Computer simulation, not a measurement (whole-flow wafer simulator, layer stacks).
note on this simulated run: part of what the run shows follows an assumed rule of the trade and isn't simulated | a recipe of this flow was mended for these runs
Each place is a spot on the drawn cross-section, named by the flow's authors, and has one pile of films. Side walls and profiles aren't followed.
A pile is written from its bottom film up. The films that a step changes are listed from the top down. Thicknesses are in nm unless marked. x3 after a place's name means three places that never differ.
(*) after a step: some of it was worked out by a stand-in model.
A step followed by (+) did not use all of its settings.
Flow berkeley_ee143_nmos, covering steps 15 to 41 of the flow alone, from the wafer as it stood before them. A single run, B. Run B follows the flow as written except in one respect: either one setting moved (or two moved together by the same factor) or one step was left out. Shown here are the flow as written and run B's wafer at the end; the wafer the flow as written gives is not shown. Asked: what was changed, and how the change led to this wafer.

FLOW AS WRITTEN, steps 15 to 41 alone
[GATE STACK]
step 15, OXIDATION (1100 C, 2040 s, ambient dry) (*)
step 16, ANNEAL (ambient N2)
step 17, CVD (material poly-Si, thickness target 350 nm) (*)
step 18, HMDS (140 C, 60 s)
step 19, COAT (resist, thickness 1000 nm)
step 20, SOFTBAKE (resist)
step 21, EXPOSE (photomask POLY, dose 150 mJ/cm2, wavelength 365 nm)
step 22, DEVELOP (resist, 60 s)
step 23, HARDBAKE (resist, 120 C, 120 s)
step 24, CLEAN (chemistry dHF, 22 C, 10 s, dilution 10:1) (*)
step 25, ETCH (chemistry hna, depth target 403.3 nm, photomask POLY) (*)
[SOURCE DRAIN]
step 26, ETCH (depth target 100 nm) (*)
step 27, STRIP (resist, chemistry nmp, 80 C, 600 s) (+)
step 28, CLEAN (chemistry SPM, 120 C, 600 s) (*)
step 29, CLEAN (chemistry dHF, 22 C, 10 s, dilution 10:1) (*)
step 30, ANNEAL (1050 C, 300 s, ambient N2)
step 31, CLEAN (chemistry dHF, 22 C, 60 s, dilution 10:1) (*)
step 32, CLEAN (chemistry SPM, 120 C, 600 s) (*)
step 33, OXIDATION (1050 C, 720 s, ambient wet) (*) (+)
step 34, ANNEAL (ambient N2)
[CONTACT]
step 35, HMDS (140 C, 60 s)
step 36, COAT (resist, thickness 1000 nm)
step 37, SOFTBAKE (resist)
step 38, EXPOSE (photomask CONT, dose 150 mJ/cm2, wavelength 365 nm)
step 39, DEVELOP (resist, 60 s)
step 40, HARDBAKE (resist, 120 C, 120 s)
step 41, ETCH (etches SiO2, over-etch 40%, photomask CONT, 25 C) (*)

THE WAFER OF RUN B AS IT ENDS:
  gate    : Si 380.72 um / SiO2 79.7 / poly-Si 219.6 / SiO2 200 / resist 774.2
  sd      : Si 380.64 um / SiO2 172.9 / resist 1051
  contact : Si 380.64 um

Cause: step 17, CVD: thickness target 308 nm was run, while the flow as written has thickness target 350 nm; step 33, OXIDATION: 634 s was run, where the flow has 720 s.

Step by step, how the change led to this:
  step 17, CVD (material poly-Si, thickness target 350 nm) (*)
      gate, sd, contact, field: poly-Si gains 308 (new film) (in the flow as written it would be: poly-Si gains 350 (new film))
  step 25, ETCH (chemistry hna, depth target 403.3 nm, photomask POLY) (*)
      sd, contact, field: poly-Si loses 308 (all of it), SiO2 loses 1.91 (in the flow as written it would be: poly-Si loses 350 (all of it), SiO2 loses 1.07)
  step 33, OXIDATION (1050 C, 720 s, ambient wet) (*) (+)
      sd, contact: SiO2 gains 172.9 (new film), chemical SiO2 loses 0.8 (all of it), Si loses 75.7 (in the flow as written it would be: SiO2 gains 189.4 (new film), chemical SiO2 loses 0.8 (all of it), Si loses 83)
      gate: SiO2 gains 200 (new film), chemical SiO2 loses 0.8 (all of it), poly-Si loses 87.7 (in the flow as written it would be: SiO2 gains 217.6 (new film), chemical SiO2 loses 0.8 (all of it), poly-Si loses 95.4)
      (as well as at 1 more place)
  step 36, COAT (resist, thickness 1000 nm)
      gate: resist gains 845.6 (new film) (in the flow as written it would be: resist gains 822.5 (new film))
  step 40, HARDBAKE (resist, 120 C, 120 s)
      gate: resist loses 71 (in the flow as written it would be: resist loses 69)
  step 41, ETCH (etches SiO2, over-etch 40%, photomask CONT, 25 C) (*)
      contact: SiO2 loses 172.9 (all of it) (in the flow as written it would be: SiO2 loses 189.4 (all of it))
